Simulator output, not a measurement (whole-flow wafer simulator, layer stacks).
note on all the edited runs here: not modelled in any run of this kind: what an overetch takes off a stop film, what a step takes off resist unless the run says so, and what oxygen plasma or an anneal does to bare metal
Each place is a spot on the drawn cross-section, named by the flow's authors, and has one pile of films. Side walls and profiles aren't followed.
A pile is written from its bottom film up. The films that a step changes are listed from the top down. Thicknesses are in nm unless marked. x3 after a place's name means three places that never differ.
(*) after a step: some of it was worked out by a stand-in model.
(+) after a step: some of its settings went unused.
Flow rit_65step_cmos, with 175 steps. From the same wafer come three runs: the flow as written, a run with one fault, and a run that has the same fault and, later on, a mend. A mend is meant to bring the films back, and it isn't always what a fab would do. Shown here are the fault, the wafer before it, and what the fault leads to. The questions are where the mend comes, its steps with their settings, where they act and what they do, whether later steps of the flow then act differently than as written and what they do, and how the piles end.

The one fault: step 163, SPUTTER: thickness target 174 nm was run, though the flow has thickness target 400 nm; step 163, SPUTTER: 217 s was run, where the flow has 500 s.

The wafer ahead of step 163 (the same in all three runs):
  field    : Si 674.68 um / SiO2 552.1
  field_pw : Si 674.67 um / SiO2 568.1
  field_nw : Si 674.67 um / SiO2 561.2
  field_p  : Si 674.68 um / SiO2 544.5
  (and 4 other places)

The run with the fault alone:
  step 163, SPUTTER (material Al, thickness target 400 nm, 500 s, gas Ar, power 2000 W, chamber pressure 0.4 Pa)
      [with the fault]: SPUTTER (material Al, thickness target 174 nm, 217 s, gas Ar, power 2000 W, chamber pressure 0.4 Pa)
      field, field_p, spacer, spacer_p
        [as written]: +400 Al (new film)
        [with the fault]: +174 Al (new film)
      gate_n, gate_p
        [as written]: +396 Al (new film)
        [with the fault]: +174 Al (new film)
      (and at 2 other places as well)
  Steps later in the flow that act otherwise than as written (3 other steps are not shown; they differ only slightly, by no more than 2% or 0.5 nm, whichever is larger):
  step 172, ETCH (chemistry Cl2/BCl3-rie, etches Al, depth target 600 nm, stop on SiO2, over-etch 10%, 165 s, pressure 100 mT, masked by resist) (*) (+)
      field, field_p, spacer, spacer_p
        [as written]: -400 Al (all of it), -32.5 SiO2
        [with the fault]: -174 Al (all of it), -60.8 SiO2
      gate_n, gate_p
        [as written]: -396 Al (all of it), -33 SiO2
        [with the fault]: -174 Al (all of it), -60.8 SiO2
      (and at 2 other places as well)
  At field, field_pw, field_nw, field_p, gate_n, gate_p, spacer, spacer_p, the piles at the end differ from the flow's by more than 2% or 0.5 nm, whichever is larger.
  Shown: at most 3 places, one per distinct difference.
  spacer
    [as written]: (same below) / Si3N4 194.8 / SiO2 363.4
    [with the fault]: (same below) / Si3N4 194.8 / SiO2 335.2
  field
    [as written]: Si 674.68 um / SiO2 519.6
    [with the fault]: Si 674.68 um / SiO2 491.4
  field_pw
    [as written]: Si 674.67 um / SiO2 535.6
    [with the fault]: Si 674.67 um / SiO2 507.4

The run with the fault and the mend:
  The mend stands after step 164.
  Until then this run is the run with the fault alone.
  step 164a, ETCH (chemistry al pan, depth target 200.7 nm)
      field, field_p, gate_n, gate_p, spacer, spacer_p
        -174 Al (all of it)
      field_pw, field_nw
        -173.9 Al (all of it)
  step 164b, SPUTTER (material Al, thickness target 400 nm, 500 s, gas Ar, power 2000 W, chamber pressure 0.4 Pa) (the flow's step 163 again)
      field, field_pw, field_p, spacer, spacer_p
        +400 Al (new film)
      gate_n, gate_p
        +396 Al (new film)
      field_nw
        +397.2 Al (new film)
  Later steps of the flow that are run all act as written at every place that is followed.
  By the end, the piles equal the flow's at every place that both follow.
